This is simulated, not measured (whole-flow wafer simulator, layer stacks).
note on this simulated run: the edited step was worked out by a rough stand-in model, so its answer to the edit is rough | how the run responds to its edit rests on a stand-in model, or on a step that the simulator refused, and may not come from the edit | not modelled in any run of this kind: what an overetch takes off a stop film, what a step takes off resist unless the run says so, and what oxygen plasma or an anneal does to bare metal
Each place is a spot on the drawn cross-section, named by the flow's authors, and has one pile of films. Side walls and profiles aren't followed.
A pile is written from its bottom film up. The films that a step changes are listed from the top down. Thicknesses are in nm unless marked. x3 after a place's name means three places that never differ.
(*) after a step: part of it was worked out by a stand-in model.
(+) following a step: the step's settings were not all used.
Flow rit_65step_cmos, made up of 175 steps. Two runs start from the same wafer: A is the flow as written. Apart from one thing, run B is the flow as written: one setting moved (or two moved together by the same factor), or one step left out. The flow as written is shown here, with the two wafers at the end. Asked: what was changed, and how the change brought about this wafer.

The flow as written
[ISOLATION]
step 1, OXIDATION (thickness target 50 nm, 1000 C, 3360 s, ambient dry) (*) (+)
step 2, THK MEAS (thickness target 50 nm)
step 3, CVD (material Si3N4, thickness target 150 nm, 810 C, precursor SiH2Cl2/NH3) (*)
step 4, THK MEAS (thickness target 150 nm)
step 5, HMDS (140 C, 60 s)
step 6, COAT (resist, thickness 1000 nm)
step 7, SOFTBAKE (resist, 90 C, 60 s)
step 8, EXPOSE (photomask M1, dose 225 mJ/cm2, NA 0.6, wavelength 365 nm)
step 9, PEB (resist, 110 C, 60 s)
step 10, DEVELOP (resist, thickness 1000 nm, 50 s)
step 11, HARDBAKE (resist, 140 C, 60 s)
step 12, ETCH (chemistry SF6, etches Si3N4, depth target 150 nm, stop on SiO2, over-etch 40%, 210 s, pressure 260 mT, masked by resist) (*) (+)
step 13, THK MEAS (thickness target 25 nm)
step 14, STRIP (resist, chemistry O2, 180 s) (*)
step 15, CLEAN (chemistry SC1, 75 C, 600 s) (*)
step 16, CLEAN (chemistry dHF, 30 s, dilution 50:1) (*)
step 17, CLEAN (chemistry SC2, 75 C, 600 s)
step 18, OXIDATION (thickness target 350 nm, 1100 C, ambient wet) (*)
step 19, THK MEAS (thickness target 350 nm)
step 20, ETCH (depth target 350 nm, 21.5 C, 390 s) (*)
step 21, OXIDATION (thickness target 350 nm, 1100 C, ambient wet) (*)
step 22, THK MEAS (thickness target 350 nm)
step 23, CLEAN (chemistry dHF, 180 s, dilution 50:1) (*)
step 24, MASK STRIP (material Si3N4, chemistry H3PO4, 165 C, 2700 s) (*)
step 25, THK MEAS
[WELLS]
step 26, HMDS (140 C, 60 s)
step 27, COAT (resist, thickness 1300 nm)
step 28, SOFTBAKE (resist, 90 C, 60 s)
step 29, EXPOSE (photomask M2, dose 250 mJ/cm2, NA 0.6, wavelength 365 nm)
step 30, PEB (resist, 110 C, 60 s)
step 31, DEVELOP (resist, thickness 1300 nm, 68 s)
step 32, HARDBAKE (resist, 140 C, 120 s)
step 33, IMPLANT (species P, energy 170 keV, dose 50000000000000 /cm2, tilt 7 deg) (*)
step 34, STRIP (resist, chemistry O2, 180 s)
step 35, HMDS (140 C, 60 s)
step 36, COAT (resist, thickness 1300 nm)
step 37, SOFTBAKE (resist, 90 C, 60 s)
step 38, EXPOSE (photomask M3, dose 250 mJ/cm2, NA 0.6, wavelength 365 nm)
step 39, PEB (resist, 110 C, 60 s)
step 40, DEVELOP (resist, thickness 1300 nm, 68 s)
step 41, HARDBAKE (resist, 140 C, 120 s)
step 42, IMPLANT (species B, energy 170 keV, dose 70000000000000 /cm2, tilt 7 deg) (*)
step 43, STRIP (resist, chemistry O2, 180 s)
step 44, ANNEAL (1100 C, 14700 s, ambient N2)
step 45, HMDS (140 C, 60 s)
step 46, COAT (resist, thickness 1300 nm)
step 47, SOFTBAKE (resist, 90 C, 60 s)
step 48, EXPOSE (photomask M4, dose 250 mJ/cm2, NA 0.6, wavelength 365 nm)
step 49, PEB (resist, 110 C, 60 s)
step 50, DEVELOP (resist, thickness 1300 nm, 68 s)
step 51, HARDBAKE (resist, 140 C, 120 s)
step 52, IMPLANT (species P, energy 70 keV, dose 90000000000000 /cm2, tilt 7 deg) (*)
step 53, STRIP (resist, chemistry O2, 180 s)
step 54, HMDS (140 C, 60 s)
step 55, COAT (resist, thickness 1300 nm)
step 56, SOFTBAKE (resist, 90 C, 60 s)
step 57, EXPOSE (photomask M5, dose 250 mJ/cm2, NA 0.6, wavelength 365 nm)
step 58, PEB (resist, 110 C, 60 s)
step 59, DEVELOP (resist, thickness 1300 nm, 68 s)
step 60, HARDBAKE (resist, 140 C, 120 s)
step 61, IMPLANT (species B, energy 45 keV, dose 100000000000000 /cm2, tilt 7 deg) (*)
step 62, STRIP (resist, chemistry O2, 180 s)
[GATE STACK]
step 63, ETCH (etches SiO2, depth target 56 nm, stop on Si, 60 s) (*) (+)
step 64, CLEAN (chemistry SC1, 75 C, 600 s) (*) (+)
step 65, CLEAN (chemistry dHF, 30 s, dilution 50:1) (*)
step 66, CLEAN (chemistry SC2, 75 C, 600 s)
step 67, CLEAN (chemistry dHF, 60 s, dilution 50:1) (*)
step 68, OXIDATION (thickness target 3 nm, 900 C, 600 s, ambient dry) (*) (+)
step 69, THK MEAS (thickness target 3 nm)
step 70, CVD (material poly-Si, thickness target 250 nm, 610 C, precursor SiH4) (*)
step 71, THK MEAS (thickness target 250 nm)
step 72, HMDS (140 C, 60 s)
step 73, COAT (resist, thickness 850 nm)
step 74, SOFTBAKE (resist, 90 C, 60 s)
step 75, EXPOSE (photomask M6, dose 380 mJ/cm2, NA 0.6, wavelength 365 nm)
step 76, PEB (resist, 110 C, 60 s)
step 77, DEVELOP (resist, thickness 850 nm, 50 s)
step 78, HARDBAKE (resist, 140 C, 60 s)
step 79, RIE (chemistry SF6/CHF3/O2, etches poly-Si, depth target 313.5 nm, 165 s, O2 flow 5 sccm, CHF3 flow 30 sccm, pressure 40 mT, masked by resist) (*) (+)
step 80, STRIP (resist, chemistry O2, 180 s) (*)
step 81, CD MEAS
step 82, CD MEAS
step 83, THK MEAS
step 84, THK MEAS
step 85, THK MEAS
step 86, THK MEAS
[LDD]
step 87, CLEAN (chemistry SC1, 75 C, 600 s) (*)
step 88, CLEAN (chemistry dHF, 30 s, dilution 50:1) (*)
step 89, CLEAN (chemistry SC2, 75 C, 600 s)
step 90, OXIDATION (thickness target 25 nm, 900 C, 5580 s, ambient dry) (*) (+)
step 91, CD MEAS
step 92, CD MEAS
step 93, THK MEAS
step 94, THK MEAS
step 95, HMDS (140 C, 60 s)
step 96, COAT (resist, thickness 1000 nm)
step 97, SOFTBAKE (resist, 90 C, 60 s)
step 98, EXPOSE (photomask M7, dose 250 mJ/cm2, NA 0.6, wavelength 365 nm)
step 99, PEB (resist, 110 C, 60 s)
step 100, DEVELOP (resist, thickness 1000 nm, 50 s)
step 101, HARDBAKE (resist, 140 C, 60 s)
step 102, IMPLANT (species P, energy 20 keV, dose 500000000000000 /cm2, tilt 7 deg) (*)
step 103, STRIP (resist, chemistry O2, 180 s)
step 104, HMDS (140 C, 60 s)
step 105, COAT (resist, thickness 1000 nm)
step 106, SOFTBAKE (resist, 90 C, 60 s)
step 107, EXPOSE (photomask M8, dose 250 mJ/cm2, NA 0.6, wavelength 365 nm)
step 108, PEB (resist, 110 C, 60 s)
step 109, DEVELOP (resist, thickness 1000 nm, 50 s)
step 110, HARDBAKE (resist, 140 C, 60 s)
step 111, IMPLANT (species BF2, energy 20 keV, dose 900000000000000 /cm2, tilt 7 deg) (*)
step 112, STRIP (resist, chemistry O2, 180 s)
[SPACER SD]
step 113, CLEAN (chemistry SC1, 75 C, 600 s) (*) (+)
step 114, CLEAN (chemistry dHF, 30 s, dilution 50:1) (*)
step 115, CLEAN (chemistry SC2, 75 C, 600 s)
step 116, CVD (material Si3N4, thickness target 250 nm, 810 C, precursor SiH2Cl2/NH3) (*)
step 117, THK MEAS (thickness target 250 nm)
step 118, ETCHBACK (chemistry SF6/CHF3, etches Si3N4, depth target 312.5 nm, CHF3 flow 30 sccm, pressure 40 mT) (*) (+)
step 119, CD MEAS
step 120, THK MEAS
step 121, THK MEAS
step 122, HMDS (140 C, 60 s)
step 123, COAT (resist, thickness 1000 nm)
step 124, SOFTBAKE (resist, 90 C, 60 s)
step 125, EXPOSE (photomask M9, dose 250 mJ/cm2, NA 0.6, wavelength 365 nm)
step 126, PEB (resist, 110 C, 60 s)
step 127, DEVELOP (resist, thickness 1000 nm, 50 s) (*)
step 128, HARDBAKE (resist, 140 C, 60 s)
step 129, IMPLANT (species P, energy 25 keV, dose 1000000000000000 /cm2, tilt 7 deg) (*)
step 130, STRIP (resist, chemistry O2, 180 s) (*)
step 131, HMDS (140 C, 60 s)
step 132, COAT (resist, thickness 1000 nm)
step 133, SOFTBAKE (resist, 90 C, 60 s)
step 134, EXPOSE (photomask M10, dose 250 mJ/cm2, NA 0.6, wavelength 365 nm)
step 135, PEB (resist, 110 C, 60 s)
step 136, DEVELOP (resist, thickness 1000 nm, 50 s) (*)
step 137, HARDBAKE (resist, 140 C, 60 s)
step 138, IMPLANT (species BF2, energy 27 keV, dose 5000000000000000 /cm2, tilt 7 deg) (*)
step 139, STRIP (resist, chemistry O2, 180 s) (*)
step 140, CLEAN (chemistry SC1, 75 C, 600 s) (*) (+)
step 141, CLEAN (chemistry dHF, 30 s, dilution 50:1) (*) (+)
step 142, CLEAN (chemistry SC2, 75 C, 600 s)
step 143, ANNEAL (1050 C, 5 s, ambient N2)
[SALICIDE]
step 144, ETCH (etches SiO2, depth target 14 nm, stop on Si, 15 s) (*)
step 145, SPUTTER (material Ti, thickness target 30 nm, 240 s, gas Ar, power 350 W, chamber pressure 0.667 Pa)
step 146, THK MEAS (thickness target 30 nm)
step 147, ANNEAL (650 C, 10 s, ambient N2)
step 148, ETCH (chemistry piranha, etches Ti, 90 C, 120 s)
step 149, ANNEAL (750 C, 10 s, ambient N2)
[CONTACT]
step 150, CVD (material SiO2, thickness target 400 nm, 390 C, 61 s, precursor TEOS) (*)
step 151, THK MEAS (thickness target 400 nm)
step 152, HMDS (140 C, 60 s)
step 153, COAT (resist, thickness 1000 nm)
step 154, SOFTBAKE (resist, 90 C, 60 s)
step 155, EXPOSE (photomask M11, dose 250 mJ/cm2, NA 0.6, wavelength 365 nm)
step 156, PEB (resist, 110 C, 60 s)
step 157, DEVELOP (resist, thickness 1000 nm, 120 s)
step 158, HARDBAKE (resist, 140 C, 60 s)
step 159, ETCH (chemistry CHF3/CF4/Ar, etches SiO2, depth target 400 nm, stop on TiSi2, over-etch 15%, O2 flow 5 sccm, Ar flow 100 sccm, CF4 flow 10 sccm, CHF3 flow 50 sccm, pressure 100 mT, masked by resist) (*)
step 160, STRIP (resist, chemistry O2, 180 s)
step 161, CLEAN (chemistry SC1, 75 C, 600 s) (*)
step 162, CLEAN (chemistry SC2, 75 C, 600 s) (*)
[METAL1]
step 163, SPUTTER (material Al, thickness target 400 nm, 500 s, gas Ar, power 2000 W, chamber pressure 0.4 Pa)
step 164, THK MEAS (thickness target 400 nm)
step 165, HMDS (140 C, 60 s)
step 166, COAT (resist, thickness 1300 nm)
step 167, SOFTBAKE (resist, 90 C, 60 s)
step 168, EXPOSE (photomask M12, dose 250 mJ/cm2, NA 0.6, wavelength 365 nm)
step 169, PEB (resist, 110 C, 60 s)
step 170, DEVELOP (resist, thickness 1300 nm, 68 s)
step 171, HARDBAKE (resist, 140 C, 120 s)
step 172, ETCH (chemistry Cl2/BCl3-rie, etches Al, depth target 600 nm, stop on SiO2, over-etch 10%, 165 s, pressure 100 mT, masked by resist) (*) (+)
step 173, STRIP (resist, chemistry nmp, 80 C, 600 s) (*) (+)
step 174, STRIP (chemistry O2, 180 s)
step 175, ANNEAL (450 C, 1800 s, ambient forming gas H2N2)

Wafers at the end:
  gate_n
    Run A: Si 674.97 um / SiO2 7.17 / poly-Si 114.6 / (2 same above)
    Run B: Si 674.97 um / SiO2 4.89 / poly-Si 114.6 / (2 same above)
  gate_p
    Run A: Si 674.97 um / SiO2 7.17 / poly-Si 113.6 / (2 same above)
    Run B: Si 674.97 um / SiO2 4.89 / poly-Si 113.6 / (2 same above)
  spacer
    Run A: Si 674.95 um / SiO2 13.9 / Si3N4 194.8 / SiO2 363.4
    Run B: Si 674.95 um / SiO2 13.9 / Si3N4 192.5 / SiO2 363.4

What caused this: step 68, OXIDATION: 300 s was run, though the flow has 600 s.

How this came from the change, step by step:
  step 68, OXIDATION (thickness target 3 nm, 900 C, 600 s, ambient dry) (*) (+)
      active_n, active_p, gate_n and 7 more: A SiO2 gains 7.17 (new film), Si loses 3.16 | B SiO2 gains 4.89 (new film), Si loses 2.15
  step 79, RIE (chemistry SF6/CHF3/O2, etches poly-Si, depth target 313.5 nm, 165 s, O2 flow 5 sccm, CHF3 flow 30 sccm, pressure 40 mT, masked by resist) (*) (+)
      active_n, active_p, spacer, spacer_p, sd_n, sd_p, contact, m1: A poly-Si loses 250 (all of it), SiO2 loses 7.17 (all of it) | B poly-Si loses 250 (all of it), SiO2 loses 4.89 (all of it)
  step 118, ETCHBACK (chemistry SF6/CHF3, etches Si3N4, depth target 312.5 nm, CHF3 flow 30 sccm, pressure 40 mT) (*) (+)
      spacer, spacer_p: A Si3N4 loses 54 | B Si3N4 loses 56.3
